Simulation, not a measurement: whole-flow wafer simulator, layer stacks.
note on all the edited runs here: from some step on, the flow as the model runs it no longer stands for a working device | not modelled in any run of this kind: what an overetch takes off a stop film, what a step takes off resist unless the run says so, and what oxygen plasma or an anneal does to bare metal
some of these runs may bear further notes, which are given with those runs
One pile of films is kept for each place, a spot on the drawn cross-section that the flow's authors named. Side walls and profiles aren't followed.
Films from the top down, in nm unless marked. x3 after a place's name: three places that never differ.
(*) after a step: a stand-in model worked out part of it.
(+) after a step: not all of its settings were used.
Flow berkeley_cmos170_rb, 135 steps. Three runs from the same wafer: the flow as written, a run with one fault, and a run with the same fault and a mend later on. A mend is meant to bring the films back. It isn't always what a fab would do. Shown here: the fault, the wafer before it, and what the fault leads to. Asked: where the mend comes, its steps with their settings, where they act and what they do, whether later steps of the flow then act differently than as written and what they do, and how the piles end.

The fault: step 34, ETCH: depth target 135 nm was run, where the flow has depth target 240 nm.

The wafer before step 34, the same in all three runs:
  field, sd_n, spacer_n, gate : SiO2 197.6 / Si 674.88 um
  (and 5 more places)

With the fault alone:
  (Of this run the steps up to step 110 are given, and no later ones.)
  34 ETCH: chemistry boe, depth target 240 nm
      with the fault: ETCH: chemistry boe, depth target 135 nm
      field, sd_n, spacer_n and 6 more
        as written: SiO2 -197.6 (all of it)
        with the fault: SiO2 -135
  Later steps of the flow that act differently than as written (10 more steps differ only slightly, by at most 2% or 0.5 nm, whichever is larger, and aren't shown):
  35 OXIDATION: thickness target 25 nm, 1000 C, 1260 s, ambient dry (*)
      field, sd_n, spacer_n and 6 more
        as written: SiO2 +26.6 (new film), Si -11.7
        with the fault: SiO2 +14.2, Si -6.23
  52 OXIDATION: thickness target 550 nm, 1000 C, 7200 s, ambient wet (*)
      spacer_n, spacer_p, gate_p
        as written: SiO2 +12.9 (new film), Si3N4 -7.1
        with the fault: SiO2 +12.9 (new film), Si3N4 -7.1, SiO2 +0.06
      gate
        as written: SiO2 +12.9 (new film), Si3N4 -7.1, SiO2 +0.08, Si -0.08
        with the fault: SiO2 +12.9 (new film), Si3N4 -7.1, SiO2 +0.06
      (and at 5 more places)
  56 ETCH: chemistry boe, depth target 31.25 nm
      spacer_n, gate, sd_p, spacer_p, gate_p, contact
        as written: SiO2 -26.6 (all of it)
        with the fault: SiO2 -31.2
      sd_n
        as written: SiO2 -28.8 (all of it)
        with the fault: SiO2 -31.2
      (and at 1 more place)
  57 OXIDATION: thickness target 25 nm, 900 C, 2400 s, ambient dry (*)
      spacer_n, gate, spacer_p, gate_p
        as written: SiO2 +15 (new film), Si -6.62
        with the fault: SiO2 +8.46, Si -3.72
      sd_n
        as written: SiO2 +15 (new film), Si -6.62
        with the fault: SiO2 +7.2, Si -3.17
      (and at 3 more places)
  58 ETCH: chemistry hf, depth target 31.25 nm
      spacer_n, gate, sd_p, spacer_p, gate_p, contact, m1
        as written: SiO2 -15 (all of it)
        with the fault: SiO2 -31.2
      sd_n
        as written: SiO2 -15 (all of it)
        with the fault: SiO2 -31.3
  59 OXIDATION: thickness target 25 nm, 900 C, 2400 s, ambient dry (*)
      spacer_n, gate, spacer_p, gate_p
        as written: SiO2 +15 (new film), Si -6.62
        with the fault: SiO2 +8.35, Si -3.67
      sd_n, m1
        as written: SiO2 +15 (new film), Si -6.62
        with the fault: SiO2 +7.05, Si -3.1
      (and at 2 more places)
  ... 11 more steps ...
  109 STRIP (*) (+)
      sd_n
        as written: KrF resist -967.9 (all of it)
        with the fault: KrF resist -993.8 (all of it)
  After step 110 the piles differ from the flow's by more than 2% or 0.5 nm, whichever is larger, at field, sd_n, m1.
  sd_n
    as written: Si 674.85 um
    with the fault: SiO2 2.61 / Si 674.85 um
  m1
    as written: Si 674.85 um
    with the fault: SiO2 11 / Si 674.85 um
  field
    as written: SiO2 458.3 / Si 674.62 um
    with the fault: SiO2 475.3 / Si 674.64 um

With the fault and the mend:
  The mend comes after step 34.
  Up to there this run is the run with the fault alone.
  34a ETCH: chemistry boe, depth target 105 nm (the flow's step 34 once more, with other settings)
      field, sd_n, spacer_n and 6 more
        SiO2 -62.6 (all of it)
  No later step of the flow acts differently than as written at any place that is followed.
  At the end the piles are the same as the flow's at every place that both follow.
